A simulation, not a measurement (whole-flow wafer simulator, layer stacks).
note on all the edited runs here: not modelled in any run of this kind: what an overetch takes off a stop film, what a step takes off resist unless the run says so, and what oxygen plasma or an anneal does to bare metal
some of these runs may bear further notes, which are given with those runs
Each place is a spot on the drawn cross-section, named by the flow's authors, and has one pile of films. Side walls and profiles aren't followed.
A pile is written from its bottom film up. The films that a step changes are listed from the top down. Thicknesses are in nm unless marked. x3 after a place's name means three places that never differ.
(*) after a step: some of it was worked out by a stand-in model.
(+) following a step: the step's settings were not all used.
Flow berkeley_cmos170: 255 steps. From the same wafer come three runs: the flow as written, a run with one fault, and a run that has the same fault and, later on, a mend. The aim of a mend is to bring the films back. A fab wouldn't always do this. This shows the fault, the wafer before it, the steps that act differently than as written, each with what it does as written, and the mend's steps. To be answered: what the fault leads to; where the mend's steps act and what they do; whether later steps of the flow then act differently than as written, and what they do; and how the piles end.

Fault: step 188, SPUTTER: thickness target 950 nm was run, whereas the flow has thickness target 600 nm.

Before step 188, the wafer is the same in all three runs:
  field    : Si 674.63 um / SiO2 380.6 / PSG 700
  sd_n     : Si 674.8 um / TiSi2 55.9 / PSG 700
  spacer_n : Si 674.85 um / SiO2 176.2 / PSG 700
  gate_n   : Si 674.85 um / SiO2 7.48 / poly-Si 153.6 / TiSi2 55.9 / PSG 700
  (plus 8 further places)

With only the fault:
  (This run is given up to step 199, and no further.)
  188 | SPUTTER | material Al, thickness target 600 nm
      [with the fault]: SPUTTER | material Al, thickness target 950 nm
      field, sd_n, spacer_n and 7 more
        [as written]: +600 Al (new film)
        [with the fault]: +950 Al (new film)
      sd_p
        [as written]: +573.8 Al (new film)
        [with the fault]: +920.1 Al (new film)
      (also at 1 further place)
  Later steps of the flow acting differently than as written (1 other step is not shown; it differs only slightly, by no more than 2% or 0.5 nm, whichever is larger):
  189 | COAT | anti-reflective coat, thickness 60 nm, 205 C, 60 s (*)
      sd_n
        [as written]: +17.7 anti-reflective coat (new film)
        [with the fault]: +31.4 anti-reflective coat (new film)
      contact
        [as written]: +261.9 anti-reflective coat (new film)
        [with the fault]: +320.9 anti-reflective coat (new film)
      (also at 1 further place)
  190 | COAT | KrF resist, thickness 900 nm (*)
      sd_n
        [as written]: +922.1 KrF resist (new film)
        [with the fault]: +888.9 KrF resist (new film)
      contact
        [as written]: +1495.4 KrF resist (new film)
        [with the fault]: +1527.7 KrF resist (new film)
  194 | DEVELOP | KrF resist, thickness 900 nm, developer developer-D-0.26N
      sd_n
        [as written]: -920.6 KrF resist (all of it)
        [with the fault]: -887.5 KrF resist (all of it)
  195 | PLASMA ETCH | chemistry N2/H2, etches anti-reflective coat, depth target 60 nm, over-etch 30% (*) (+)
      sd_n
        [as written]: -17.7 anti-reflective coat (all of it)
        [with the fault]: -31.4 anti-reflective coat (all of it)
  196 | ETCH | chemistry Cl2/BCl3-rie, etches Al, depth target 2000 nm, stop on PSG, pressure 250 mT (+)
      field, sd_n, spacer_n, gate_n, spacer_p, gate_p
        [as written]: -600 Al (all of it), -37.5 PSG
        [with the fault]: -950 Al (all of it), -37.5 PSG
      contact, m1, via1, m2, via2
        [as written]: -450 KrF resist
        [with the fault]: -625 KrF resist
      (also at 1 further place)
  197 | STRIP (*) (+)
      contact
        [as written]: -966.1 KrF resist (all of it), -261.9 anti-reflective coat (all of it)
        [with the fault]: -822.7 KrF resist (all of it), -320.9 anti-reflective coat (all of it)
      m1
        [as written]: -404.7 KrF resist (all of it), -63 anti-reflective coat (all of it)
        [with the fault]: -225.6 KrF resist (all of it), -63.3 anti-reflective coat (all of it)
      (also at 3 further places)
  After step 199, at contact, m1, via1, m2, via2, the piles differ from the flow's by more than 2% or 0.5 nm, whichever is larger.
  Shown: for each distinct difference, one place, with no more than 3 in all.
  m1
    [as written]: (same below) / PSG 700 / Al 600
    [with the fault]: (same below) / PSG 700 / Al 950
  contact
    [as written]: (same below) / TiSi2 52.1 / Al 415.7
    [with the fault]: (same below) / TiSi2 52.1 / Al 639.2

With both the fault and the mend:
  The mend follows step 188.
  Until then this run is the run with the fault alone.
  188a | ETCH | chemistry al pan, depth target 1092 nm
      field, sd_n, spacer_n and 7 more
        -950 Al (all of it)
      sd_p
        -920.1 Al (all of it)
      contact
        -639.2 Al (all of it)
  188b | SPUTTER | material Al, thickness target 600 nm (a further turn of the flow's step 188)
      field, sd_n, spacer_n and 7 more
        +600 Al (new film)
      sd_p
        +573.8 Al (new film)
      contact
        +415.7 Al (new film)
  Every later step of the flow that is run acts as written at every place that is followed.
  The piles end the same as the flow's at every place that both follow.
